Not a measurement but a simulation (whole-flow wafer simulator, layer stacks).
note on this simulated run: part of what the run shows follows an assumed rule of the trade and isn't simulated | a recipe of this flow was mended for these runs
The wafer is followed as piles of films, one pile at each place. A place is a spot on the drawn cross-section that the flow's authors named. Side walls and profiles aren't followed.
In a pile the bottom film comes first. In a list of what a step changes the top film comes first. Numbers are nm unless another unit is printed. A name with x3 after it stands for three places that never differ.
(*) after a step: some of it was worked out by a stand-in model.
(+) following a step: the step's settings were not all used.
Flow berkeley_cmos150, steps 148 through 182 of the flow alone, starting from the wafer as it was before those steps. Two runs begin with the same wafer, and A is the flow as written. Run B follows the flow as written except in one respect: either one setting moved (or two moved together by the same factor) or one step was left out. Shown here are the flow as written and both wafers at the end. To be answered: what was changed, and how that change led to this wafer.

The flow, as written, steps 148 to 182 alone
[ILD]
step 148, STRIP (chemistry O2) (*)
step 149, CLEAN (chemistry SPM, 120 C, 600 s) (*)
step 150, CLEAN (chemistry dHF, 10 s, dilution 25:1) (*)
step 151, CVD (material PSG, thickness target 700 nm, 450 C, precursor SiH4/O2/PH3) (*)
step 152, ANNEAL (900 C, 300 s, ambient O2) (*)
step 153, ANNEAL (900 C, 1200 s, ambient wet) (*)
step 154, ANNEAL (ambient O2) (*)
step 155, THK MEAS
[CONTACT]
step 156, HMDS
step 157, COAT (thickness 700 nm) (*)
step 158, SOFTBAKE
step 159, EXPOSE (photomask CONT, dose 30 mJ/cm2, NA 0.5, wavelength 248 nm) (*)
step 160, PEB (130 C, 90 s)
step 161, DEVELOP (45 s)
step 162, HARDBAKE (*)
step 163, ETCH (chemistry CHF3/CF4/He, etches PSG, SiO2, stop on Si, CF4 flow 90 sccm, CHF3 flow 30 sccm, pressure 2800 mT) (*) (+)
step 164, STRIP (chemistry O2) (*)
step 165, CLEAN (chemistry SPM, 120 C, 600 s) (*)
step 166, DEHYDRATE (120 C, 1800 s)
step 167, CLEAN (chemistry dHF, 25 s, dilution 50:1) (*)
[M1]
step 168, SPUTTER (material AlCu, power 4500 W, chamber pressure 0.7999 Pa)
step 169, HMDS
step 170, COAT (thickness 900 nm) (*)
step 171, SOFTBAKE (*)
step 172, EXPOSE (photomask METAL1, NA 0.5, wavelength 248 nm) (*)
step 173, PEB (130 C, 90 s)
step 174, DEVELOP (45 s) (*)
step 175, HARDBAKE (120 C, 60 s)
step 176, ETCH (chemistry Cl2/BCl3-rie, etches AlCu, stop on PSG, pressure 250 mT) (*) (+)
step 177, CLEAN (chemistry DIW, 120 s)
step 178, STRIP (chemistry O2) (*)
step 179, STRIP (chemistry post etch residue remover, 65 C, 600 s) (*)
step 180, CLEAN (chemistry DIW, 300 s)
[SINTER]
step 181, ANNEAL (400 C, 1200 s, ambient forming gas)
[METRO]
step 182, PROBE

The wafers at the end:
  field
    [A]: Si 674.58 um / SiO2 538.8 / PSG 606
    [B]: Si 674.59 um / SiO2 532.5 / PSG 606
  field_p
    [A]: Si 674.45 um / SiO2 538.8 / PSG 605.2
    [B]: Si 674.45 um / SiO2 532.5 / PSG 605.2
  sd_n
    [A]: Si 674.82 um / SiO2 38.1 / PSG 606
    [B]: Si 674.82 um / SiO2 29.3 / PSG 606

What caused this: step 153, ANNEAL: 735 s was run, whereas the flow has 1200 s.

Step by step, how the change led to this:
  step 153, ANNEAL (900 C, 1200 s, ambient wet) (*)
      sd_n, contact, m1: A -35 PSG, +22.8 SiO2, -10 Si | B -35 PSG, +14 SiO2, -6.16 Si
      field, field_p: A -35 PSG, +16.3 SiO2, -7.15 Si | B -35 PSG, +9.98 SiO2, -4.39 Si
      (also at 3 further places)
  step 163, ETCH (chemistry CHF3/CF4/He, etches PSG, SiO2, stop on Si, CF4 flow 90 sccm, CHF3 flow 30 sccm, pressure 2800 mT) (*) (+)
      contact: A -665 PSG (all of it), -38.1 SiO2 (all of it), -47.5 Si | B -665 PSG (all of it), -29.3 SiO2 (all of it), -47.5 Si
  step 176, ETCH (chemistry Cl2/BCl3-rie, etches AlCu, stop on PSG, pressure 250 mT) (*) (+)
      gate_p: A -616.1 AlCu (all of it), -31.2 PSG | B -609.7 AlCu (all of it), -32 PSG
